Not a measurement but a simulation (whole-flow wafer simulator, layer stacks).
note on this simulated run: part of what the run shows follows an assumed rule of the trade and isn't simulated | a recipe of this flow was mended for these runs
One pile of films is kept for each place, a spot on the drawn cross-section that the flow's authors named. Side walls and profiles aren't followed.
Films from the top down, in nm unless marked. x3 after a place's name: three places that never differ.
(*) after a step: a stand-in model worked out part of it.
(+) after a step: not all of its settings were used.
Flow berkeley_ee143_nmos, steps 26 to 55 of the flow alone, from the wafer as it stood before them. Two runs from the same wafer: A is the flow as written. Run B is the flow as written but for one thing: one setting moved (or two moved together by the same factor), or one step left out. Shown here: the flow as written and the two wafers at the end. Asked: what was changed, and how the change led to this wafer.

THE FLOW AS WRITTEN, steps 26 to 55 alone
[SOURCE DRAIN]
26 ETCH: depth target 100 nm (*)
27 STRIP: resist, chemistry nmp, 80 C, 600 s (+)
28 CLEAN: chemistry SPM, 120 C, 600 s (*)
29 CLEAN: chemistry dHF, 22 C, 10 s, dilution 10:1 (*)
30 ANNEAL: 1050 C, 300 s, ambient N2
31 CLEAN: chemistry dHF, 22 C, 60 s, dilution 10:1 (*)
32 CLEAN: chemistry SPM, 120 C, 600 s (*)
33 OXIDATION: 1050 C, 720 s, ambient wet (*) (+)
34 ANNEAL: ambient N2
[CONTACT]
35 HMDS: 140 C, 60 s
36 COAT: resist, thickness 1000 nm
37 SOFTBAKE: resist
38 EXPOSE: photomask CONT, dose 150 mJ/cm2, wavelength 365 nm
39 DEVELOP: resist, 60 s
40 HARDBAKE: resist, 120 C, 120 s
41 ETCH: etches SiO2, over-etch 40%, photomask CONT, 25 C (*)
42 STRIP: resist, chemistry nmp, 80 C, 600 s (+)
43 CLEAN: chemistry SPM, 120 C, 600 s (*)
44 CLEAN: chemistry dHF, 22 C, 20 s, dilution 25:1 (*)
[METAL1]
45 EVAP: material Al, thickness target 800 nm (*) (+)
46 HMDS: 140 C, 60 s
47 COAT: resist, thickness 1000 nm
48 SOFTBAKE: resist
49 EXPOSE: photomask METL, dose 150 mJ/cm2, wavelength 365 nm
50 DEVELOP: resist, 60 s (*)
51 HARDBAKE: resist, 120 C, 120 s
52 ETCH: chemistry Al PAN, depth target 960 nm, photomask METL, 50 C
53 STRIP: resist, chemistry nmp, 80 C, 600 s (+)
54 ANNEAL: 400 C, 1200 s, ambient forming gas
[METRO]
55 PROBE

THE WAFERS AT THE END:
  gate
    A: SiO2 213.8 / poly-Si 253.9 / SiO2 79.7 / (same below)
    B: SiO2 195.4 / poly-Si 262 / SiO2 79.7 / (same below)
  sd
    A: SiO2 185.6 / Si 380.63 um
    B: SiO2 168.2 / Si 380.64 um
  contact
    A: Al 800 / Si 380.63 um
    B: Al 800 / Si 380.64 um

The cause: step 33, OXIDATION: 630 s was run, where the flow has 720 s.

How the change led to this, step by step:
  33 OXIDATION: 1050 C, 720 s, ambient wet (*) (+)
      sd, contact: A SiO2 +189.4 (new film), chemical SiO2 -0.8 (all of it), Si -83 | B SiO2 +172.1 (new film), chemical SiO2 -0.8 (all of it), Si -75.4
      gate: A SiO2 +217.6 (new film), chemical SiO2 -0.8 (all of it), poly-Si -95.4 | B SiO2 +199.2 (new film), chemical SiO2 -0.8 (all of it), poly-Si -87.3
      (and at 1 more place)
  41 ETCH: etches SiO2, over-etch 40%, photomask CONT, 25 C (*)
      contact: A SiO2 -189.4 (all of it) | B SiO2 -172.1 (all of it)
